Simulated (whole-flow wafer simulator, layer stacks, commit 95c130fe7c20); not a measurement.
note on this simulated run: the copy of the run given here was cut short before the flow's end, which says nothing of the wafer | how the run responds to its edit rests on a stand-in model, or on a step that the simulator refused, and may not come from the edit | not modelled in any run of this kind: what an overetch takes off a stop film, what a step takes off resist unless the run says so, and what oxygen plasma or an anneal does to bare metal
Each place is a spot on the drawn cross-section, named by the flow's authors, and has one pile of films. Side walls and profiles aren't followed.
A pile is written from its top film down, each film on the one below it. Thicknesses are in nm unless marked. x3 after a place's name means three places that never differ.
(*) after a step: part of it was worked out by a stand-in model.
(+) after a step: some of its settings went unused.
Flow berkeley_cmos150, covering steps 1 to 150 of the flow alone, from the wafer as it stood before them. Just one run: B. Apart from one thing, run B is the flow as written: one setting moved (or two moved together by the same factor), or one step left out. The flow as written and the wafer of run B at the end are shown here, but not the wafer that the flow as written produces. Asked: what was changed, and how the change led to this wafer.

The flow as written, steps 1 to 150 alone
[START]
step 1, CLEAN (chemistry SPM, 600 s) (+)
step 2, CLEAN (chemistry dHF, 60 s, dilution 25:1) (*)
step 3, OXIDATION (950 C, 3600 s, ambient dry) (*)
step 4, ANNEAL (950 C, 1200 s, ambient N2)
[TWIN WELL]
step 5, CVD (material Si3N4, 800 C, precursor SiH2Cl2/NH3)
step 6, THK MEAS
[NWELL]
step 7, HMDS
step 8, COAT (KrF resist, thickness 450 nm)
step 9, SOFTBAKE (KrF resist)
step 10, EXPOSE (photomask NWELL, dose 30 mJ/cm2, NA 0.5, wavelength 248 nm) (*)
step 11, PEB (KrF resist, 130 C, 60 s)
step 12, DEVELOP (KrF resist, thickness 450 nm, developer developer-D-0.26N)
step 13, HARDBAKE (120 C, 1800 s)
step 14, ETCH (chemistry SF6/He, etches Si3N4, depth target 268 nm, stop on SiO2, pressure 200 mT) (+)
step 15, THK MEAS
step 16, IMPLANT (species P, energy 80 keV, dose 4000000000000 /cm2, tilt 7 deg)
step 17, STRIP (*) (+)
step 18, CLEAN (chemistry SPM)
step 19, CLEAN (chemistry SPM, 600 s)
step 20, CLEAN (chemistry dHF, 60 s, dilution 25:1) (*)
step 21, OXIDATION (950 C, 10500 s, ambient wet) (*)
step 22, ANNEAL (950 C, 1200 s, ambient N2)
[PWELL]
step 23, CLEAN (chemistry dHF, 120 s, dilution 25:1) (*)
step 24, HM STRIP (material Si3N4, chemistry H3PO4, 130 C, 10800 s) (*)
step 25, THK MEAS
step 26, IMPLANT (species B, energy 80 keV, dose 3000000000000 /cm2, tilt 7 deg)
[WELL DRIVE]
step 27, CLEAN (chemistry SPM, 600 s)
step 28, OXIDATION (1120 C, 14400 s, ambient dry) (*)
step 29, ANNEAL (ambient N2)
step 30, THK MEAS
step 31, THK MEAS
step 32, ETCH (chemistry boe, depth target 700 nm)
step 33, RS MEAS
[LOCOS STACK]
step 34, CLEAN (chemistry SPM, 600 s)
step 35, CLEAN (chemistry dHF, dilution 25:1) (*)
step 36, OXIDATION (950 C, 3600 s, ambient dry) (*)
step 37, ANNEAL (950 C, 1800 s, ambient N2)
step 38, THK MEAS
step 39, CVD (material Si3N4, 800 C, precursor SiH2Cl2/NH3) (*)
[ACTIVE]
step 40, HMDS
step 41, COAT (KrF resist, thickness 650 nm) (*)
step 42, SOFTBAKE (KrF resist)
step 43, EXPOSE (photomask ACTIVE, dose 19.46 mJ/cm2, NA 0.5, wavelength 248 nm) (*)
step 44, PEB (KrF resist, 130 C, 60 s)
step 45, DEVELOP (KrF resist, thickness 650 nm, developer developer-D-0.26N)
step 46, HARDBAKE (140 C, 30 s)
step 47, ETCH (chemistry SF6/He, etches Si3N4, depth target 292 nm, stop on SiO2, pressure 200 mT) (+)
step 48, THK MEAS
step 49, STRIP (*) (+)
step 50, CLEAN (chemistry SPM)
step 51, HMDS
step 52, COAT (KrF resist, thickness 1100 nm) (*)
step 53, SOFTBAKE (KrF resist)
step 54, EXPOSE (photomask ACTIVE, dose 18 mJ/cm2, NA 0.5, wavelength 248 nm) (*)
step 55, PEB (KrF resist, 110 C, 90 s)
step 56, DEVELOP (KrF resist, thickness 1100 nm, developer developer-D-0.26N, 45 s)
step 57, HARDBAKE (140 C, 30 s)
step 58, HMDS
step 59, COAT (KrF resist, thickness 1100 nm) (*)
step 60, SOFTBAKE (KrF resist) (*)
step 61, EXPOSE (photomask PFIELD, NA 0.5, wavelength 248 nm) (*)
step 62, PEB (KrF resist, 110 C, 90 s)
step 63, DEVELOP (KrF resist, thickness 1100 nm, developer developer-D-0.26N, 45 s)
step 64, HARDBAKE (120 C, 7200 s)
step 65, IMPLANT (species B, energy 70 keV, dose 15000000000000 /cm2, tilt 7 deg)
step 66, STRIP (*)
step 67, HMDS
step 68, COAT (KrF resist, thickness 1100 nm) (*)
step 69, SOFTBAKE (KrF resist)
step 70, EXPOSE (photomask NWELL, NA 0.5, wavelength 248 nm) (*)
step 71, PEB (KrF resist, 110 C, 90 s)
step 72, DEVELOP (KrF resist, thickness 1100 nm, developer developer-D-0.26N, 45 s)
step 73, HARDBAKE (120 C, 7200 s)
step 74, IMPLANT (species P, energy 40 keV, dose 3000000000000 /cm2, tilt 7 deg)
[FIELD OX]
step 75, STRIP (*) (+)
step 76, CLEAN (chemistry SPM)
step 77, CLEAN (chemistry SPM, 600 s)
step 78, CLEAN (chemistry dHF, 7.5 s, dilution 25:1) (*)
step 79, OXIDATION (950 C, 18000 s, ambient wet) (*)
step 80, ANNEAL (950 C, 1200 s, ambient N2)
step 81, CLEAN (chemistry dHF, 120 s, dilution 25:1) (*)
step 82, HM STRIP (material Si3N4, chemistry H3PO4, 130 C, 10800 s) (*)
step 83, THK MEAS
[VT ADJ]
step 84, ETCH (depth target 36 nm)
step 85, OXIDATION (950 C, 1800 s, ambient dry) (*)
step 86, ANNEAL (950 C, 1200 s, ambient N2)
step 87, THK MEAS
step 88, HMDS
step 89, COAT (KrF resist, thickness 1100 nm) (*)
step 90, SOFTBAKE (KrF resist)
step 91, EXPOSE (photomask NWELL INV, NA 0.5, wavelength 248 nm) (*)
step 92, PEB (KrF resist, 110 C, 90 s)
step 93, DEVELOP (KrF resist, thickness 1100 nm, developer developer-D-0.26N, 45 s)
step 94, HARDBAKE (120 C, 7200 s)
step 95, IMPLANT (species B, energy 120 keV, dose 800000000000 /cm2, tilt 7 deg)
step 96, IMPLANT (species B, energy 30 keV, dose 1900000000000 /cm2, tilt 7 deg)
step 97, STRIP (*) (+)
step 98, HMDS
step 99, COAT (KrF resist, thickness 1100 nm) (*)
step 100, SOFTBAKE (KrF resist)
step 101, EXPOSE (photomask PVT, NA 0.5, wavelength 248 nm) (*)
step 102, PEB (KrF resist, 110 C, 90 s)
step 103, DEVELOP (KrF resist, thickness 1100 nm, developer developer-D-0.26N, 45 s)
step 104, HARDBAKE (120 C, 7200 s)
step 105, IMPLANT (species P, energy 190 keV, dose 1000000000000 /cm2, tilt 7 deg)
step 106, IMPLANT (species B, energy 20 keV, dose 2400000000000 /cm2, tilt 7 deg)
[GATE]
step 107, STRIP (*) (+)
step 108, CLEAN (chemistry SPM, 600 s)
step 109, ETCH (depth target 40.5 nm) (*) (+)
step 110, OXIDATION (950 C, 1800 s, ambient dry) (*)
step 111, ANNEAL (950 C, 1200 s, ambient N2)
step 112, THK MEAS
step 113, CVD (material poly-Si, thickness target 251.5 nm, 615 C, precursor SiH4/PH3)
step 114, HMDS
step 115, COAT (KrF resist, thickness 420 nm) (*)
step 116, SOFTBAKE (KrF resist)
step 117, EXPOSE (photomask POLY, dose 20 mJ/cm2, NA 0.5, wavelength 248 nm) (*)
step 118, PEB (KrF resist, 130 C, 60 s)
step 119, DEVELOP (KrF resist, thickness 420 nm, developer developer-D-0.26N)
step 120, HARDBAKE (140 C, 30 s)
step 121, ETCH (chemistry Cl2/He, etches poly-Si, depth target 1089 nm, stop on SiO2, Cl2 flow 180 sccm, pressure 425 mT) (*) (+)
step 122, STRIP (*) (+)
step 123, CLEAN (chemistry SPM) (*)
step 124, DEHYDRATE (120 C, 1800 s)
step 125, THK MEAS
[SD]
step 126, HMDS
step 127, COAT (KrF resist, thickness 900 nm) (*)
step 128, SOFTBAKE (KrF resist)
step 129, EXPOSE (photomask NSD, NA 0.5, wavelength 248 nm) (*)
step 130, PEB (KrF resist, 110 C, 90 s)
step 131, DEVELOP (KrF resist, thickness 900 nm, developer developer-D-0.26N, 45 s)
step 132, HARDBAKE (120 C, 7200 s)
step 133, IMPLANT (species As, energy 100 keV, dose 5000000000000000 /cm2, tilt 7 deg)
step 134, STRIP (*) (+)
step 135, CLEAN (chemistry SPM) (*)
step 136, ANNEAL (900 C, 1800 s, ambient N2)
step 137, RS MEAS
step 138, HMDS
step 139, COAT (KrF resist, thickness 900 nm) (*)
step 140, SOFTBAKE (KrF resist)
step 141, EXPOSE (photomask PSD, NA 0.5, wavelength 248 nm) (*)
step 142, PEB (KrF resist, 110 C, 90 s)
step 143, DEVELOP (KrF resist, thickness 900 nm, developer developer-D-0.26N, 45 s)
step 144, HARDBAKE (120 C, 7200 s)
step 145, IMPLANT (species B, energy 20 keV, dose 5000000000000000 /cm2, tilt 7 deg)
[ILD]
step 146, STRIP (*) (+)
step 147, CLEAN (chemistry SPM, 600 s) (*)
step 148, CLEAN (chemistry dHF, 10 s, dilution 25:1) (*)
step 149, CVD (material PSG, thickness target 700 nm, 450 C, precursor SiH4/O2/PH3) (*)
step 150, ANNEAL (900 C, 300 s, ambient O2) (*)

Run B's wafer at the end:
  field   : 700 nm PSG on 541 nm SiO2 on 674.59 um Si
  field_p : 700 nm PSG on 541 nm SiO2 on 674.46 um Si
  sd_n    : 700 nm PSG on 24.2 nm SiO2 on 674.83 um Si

The reason: step 84, ETCH: depth target 17.46 nm was run, whereas the flow has depth target 36 nm.

How this came from the change, step by step:
  step 84, ETCH (depth target 36 nm)
      gate_n, sd_p, gate_p, contact, m1: SiO2 loses 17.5 (it would be, as written: SiO2 loses 29.6 (all of it))
      field, field_p, sd_n: SiO2 loses 17.5 (it would be, as written: SiO2 loses 36)
  step 85, OXIDATION (950 C, 1800 s, ambient dry) (*)
      gate_n, sd_p, gate_p, contact, m1: SiO2 gains 15.9, Si loses 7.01 (it would be, as written: SiO2 gains 20.4 (new film), Si loses 8.98)
      sd_n: SiO2 gains 8.86, Si loses 3.9 (it would be, as written: SiO2 gains 12.2, Si loses 5.35)
  step 109, ETCH (depth target 40.5 nm) (*) (+)
      sd_n: SiO2 loses 40.5 (it would be, as written: SiO2 loses 40.4 (all of it))
      gate_n, sd_p, gate_p, contact, m1: SiO2 loses 28 (all of it) (it would be, as written: SiO2 loses 20.4 (all of it))
  step 110, OXIDATION (950 C, 1800 s, ambient dry) (*)
      sd_n: SiO2 gains 14.1, Si loses 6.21 (it would be, as written: SiO2 gains 20.4 (new film), Si loses 8.98)
  step 122, STRIP (*) (+)
      gate_n: chemical SiO2 gains 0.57 (new film), KrF resist loses 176 (all of it), poly-Si loses 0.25 (it would be, as written: chemical SiO2 gains 0.57 (new film), KrF resist loses 169.8 (all of it), poly-Si loses 0.25)
